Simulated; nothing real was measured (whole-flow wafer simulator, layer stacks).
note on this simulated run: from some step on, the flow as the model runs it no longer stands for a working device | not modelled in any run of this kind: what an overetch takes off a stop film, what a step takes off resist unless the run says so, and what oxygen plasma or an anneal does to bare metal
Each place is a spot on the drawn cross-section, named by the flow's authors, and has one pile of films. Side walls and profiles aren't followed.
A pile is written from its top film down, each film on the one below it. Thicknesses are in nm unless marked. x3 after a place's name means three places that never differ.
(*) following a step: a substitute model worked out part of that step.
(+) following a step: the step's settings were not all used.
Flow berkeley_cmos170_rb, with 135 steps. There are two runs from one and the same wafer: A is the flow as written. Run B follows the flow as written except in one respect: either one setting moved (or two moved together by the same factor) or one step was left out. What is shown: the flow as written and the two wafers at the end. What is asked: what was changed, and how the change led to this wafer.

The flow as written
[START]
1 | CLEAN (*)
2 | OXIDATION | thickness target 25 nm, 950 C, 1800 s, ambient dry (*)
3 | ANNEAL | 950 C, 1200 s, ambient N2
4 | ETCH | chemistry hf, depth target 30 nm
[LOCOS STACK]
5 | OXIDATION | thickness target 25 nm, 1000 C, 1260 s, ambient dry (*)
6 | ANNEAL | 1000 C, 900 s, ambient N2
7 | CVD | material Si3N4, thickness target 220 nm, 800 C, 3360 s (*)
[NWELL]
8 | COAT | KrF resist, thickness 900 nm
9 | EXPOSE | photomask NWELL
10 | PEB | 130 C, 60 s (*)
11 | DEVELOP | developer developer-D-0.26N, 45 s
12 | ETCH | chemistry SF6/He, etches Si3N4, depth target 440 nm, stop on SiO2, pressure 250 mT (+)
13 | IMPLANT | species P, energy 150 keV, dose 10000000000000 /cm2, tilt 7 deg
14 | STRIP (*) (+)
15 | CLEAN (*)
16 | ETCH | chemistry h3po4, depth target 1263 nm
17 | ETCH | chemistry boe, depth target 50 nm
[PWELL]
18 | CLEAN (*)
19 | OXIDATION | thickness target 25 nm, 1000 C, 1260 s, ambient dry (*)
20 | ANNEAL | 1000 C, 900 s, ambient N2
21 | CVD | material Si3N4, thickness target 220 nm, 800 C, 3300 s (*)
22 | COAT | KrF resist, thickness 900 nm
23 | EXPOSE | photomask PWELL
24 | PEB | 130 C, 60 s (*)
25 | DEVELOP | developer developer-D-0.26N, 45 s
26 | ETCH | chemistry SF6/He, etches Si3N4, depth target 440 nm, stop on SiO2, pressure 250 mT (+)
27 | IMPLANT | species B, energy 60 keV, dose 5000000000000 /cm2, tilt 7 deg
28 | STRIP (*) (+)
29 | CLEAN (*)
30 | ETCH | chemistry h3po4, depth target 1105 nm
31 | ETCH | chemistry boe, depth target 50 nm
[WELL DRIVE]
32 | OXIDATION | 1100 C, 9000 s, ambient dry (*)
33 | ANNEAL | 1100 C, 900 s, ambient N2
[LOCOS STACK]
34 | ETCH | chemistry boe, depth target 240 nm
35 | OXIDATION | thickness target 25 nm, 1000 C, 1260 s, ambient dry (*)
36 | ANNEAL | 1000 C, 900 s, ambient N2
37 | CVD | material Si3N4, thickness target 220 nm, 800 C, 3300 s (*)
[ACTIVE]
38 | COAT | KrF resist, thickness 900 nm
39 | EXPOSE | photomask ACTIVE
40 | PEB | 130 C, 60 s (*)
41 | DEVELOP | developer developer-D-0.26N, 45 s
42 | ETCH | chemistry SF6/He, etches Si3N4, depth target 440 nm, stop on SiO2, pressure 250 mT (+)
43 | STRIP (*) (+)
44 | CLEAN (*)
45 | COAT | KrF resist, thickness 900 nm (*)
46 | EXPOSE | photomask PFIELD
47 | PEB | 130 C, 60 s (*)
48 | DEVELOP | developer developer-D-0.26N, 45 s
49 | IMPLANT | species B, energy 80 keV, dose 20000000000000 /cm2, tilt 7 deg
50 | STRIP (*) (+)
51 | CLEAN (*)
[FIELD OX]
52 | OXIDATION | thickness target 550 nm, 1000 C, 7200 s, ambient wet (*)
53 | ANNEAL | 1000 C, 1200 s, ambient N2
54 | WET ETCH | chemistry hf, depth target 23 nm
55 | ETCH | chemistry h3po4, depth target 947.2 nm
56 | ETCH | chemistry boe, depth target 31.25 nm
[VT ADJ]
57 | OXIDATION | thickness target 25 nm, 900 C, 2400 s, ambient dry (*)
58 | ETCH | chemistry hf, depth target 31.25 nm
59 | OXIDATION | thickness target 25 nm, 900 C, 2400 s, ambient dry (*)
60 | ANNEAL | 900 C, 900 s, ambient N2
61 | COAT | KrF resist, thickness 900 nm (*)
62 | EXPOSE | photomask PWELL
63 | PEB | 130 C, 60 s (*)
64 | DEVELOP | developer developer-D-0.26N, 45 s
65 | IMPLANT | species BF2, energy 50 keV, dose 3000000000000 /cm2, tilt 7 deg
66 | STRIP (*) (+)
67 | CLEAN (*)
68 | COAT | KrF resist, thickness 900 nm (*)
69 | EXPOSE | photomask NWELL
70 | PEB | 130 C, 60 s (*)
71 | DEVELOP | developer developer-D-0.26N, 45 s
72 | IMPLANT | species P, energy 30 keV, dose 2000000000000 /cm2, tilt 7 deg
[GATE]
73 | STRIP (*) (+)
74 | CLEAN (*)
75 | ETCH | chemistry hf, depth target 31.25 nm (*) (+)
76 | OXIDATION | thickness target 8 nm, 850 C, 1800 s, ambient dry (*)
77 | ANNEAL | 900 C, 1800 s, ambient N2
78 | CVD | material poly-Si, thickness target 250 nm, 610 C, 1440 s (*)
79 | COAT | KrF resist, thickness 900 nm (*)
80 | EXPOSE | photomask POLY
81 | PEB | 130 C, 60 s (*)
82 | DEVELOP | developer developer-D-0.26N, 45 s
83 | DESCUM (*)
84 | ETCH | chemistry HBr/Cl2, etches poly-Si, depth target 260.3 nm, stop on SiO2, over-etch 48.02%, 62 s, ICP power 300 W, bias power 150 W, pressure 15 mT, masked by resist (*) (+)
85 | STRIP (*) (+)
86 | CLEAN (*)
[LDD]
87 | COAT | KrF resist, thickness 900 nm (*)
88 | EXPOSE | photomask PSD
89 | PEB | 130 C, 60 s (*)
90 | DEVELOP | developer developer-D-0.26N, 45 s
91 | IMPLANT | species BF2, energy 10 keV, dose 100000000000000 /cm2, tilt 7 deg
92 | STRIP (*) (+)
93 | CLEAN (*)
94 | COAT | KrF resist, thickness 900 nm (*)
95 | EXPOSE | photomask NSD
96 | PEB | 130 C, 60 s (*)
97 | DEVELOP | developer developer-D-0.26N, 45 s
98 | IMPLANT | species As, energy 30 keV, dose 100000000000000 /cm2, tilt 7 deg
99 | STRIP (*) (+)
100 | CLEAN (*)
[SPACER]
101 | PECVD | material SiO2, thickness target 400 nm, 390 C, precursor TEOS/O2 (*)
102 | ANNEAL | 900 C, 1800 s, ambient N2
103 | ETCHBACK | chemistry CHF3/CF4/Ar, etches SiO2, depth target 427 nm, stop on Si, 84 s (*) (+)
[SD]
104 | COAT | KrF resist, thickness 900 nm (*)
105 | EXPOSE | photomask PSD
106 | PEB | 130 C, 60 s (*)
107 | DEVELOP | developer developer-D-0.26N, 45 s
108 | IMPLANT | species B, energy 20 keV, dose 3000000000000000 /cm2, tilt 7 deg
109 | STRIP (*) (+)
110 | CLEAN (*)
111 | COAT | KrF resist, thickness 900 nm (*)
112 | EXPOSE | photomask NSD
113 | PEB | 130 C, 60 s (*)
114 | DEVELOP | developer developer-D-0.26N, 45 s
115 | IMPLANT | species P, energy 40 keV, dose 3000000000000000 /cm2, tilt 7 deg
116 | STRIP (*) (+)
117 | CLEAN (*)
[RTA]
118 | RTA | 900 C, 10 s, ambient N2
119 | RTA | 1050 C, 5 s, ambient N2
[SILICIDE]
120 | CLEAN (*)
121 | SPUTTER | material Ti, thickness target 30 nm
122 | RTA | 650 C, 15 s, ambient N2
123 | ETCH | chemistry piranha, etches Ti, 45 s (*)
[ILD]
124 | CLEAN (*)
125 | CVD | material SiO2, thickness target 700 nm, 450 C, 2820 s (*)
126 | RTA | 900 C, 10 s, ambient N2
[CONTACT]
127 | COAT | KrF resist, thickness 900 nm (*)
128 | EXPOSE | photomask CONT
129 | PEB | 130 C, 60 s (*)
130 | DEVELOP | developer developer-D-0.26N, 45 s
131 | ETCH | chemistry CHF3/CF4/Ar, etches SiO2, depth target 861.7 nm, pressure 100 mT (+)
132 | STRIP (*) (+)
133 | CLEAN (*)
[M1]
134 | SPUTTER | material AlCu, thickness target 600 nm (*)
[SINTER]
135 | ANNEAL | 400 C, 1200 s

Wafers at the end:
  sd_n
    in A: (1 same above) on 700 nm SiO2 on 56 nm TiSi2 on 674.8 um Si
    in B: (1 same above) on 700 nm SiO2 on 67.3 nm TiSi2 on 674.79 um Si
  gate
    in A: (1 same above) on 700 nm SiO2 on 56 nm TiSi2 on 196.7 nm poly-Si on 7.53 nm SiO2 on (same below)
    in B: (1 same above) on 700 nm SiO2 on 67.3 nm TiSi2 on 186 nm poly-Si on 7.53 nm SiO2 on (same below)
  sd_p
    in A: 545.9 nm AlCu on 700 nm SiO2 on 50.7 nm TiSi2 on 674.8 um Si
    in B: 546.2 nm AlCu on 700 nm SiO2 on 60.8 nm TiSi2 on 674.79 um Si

Cause: step 121, SPUTTER: thickness target 36 nm was run, though the flow has thickness target 30 nm.

The path from the change to this, step by step:
  121 | SPUTTER | material Ti, thickness target 30 nm
      field, sd_n, spacer_n, gate, spacer_p, gate_p, contact, m1: A Ti gains 30 (new film) | B Ti gains 36 (new film)
      sd_p: A Ti gains 27.1 (new film) | B Ti gains 32.5 (new film)
  122 | RTA | 650 C, 15 s, ambient N2
      sd_n, contact, m1: A Ti loses 23.4, TiSi first gains 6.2 (new film), TiSi2 C49 gains 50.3 (new film), Si loses 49 | B Ti loses 28.1, TiSi first gains 18.8 (new film), TiSi2 C49 gains 43.5 (new film), Si loses 51.3
      gate, gate_p: A Ti loses 23.4, TiSi first gains 6.2 (new film), TiSi2 C49 gains 50.3 (new film), poly-Si loses 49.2 | B Ti loses 28.1, TiSi first gains 18.8 (new film), TiSi2 C49 gains 43.5 (new film), poly-Si loses 51.5
      (and at 1 other place as well)
  123 | ETCH | chemistry piranha, etches Ti, 45 s (*)
      sd_n, gate, gate_p, contact, m1: A Ti loses 6.6 (all of it) | B Ti loses 7.92 (all of it)
      field, spacer_n, spacer_p: A Ti loses 30 (all of it) | B Ti loses 36 (all of it)
      (and at 1 other place as well)
  126 | RTA | 900 C, 10 s, ambient N2
      sd_n, contact, m1: A under 1 film: TiSi2 gains 56 (new film), TiSi first loses 6.2 (all of it), TiSi2 C49 loses 50.3 (all of it), Si loses 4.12 | B under 1 film: TiSi2 gains 67.3 (new film), TiSi first loses 18.8 (all of it), TiSi2 C49 loses 43.5 (all of it), Si loses 12.5
      gate, gate_p: A under 1 film: TiSi2 gains 56 (new film), TiSi first loses 6.2 (all of it), TiSi2 C49 loses 50.3 (all of it), poly-Si loses 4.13 | B under 1 film: TiSi2 gains 67.3 (new film), TiSi first loses 18.8 (all of it), TiSi2 C49 loses 43.5 (all of it), poly-Si loses 12.5
      (and at 1 other place as well)
